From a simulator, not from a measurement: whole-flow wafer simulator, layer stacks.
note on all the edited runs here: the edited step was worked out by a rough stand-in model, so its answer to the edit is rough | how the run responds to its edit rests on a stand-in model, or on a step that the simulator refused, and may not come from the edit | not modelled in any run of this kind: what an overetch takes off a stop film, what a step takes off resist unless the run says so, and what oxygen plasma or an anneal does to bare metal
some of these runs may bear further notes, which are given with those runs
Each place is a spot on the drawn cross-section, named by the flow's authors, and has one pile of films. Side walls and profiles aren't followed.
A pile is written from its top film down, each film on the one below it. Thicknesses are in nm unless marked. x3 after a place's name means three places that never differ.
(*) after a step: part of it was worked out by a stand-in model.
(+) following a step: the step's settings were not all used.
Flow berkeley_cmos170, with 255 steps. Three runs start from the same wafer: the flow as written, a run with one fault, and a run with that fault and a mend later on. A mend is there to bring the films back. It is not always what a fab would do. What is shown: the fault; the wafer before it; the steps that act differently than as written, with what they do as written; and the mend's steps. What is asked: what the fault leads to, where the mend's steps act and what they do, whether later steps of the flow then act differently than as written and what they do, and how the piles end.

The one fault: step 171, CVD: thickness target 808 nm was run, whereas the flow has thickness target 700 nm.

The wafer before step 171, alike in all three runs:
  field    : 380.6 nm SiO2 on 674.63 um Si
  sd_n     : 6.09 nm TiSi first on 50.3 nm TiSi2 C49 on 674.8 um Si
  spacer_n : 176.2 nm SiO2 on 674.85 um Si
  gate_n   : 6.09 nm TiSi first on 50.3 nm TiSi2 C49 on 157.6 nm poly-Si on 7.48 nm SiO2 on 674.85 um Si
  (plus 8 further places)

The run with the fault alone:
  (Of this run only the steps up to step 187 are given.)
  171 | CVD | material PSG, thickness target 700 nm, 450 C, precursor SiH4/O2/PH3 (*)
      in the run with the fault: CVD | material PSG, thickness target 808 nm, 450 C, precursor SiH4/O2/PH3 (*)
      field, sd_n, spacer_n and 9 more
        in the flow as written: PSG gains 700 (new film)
        in the run with the fault: PSG gains 808 (new film)
  Steps later in the flow that act otherwise than as written (6 more steps, not shown, differ only slightly: by at most 2% or 0.5 nm, whichever is larger):
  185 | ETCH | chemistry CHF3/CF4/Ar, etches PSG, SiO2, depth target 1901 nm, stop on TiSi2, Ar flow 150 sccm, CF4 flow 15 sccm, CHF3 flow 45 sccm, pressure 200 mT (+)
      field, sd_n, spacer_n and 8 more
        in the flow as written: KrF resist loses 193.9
        in the run with the fault: KrF resist loses 220.9
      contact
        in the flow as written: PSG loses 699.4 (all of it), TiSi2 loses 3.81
        in the run with the fault: PSG loses 807.4 (all of it), TiSi2 loses 3.81
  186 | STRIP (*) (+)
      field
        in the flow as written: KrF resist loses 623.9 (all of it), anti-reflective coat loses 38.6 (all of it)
        in the run with the fault: KrF resist loses 596.7 (all of it), anti-reflective coat loses 38.5 (all of it)
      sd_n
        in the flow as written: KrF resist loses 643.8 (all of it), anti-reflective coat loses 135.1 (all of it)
        in the run with the fault: KrF resist loses 615.7 (all of it), anti-reflective coat loses 136.1 (all of it)
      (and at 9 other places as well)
  The piles after step 187 differ from the flow's at field, sd_n, spacer_n and 8 more by more than 2% or 0.5 nm, whichever is larger.
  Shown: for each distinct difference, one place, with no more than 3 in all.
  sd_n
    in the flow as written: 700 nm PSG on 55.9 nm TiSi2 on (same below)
    in the run with the fault: 808 nm PSG on 55.9 nm TiSi2 on (same below)
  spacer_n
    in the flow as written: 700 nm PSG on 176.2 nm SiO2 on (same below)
    in the run with the fault: 808 nm PSG on 176.2 nm SiO2 on (same below)
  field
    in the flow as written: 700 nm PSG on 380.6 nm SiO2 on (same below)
    in the run with the fault: 808 nm PSG on 380.6 nm SiO2 on (same below)

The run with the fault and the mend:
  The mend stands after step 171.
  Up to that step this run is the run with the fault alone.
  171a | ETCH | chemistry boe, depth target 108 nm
      field, sd_n, spacer_n and 9 more
        PSG loses 108
  Every later step of the flow that is run acts as written, at every place that is followed, to within 2% or 0.5 nm, whichever is larger.
  At the end the piles are close to the flow's at the places that both follow, differing by at most 2% or 0.5 nm, whichever is larger.
